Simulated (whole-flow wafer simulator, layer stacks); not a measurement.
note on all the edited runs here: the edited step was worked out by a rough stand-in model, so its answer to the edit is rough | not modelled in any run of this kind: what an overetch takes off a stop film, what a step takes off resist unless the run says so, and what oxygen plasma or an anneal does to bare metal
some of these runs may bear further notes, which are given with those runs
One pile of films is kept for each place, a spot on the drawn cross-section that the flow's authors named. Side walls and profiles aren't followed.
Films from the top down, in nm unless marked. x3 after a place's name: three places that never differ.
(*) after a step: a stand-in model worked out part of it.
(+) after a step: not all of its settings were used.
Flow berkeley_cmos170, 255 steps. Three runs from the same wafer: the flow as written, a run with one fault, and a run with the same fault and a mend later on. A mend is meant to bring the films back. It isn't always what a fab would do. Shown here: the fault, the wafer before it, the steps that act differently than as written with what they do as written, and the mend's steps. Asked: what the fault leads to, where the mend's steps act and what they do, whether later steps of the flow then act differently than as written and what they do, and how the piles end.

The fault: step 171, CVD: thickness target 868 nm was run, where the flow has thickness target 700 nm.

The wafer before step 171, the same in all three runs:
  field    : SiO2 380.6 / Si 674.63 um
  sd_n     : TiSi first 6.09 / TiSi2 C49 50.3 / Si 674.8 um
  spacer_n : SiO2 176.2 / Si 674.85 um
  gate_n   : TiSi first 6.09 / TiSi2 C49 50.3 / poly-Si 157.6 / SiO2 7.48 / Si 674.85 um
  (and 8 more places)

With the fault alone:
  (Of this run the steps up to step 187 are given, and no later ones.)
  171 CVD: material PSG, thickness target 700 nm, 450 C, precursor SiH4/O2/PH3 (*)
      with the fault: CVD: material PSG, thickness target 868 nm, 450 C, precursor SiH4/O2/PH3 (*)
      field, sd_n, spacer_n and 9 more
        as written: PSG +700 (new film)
        with the fault: PSG +868 (new film)
  Later steps of the flow that act differently than as written (6 more steps differ only slightly, by at most 2% or 0.5 nm, whichever is larger, and aren't shown):
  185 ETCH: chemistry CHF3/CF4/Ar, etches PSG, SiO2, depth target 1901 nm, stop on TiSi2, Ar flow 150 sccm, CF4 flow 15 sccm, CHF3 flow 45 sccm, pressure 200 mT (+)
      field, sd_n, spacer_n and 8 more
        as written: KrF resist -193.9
        with the fault: KrF resist -235.9
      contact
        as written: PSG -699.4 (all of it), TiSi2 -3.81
        with the fault: PSG -867.4 (all of it), TiSi2 -3.81
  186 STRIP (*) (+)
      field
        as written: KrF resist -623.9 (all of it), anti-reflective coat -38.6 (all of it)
        with the fault: KrF resist -581.3 (all of it), anti-reflective coat -39 (all of it)
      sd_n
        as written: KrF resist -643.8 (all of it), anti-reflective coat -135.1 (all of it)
        with the fault: KrF resist -600.3 (all of it), anti-reflective coat -136.5 (all of it)
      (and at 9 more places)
  After step 187 the piles differ from the flow's by more than 2% or 0.5 nm, whichever is larger, at field, sd_n, spacer_n and 8 more.
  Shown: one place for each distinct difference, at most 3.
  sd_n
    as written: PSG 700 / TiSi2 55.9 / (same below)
    with the fault: PSG 868 / TiSi2 55.9 / (same below)
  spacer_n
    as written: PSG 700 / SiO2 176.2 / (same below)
    with the fault: PSG 868 / SiO2 176.2 / (same below)
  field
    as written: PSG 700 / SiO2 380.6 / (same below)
    with the fault: PSG 868 / SiO2 380.6 / (same below)

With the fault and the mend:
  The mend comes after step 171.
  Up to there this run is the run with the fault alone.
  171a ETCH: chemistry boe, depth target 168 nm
      field, sd_n, spacer_n and 9 more
        PSG -168
  No later step of the flow acts differently than as written, at any place that is followed, by more than 2% or 0.5 nm, whichever is larger.
  At the end the piles differ from the flow's only slightly at the places that both follow, by at most 2% or 0.5 nm, whichever is larger.
